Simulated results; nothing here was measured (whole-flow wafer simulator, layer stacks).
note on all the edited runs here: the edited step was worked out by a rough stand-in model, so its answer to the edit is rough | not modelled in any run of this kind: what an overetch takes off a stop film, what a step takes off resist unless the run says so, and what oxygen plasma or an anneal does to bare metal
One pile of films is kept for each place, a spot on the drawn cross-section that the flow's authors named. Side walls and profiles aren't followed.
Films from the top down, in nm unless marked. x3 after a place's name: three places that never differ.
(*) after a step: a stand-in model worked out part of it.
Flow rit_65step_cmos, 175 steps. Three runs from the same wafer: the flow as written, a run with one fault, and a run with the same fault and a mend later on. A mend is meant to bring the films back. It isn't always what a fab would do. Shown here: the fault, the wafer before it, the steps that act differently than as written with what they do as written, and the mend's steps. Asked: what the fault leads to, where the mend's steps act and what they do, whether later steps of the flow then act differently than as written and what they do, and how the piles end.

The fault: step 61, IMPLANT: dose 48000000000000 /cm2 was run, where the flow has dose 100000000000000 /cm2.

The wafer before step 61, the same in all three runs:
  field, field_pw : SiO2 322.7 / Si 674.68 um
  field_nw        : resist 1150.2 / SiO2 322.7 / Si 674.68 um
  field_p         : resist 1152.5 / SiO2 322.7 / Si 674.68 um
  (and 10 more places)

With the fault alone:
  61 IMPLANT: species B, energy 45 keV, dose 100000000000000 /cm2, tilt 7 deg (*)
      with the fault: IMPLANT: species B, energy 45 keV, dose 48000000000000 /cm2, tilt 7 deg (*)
      does what it does as written at every place that is followed
  Later steps of the flow that act differently than as written (31 more steps differ only slightly, by at most 2% or 0.5 nm, whichever is larger, and aren't shown):
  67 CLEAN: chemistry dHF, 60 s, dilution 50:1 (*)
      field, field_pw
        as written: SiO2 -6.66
        with the fault: SiO2 -6.1
  At the end the piles differ from the flow's only slightly at the places that both follow, by at most 2% or 0.5 nm, whichever is larger.

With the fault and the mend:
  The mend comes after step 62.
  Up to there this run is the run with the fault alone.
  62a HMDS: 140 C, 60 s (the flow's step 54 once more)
      changes no film at any place that is followed
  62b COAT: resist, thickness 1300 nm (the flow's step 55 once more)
      gate_n, gate_p, spacer, spacer_p, contact
        resist +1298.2 (new film)
      active_n, active_p, sd_p
        resist +1297.4 (new film)
      field_pw, field_nw
        resist +1313 (new film)
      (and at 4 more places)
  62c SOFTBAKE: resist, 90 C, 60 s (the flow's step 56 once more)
      changes no film at any place that is followed
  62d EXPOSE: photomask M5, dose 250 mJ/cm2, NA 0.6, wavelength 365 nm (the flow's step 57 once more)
      changes no film at any place that is followed
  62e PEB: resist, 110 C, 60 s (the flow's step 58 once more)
      gate_n, gate_p, spacer, spacer_p, contact, m1
        resist -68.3
      active_n, active_p, sd_n, sd_p
        resist -68.2
      field, field_p
        resist -69.2
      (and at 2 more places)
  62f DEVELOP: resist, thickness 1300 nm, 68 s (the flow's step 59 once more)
      gate_n, spacer, contact
        resist -1229.9 (all of it)
      field
        resist -1246.5 (all of it)
      field_pw
        resist -1243.9 (all of it)
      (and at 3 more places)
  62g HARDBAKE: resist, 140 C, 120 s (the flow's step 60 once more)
      active_p, gate_p, spacer_p
        resist -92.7
      field_nw
        resist -93.8
      field_p
        resist -94
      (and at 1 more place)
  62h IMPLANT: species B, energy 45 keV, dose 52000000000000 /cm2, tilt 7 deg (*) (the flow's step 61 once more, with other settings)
      changes no film at any place that is followed
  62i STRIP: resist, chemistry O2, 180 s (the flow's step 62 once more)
      active_p, sd_p
        resist -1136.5 (all of it)
      gate_p, spacer_p
        resist -1137.2 (all of it)
      field_nw
        resist -1150.2 (all of it)
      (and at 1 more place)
  No later step of the flow acts differently than as written at any place that is followed.
  At the end the piles are the same as the flow's at every place that both follow.
